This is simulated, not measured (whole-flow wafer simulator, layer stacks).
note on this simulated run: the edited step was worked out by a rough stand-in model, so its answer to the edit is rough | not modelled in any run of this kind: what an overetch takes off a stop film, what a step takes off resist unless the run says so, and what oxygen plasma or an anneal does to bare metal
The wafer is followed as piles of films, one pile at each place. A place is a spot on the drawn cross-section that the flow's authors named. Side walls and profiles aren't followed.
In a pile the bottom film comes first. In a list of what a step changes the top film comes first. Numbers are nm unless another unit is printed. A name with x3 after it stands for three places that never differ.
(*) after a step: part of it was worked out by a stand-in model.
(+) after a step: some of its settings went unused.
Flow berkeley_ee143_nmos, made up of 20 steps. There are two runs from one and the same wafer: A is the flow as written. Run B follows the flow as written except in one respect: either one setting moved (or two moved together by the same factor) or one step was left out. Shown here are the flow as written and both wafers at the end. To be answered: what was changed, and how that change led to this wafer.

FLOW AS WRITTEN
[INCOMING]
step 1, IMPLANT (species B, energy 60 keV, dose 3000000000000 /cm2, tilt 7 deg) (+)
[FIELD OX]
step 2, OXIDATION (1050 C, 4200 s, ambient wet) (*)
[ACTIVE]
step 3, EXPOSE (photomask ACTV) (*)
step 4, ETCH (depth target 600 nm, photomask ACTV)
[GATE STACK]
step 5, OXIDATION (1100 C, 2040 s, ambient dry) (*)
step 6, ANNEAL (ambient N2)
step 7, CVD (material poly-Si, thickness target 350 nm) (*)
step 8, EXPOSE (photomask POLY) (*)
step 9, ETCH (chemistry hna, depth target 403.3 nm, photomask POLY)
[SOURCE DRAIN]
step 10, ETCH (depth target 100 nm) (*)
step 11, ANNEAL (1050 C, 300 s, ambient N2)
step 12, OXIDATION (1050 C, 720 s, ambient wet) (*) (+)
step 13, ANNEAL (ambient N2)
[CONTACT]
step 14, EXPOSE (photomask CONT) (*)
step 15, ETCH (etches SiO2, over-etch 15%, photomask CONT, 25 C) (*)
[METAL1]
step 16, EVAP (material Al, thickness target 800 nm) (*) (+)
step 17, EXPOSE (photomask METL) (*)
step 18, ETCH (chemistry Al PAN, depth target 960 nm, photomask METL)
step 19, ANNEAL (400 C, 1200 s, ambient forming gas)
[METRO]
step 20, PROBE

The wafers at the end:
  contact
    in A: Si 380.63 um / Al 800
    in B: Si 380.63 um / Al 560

The reason: step 16, EVAP: thickness target 560 nm was run, whereas the flow has thickness target 800 nm.
One can read it off the wafer: contact has Al 560, and step 16 as written asks for 800 nm.

Step by step, how the change led to this:
  step 16, EVAP (material Al, thickness target 800 nm) (*) (+)
      gate, sd, contact, field: A +800 Al (new film) | B +560 Al (new film)
  step 18, ETCH (chemistry Al PAN, depth target 960 nm, photomask METL)
      gate, sd, field: A -800 Al (all of it) | B -560 Al (all of it)
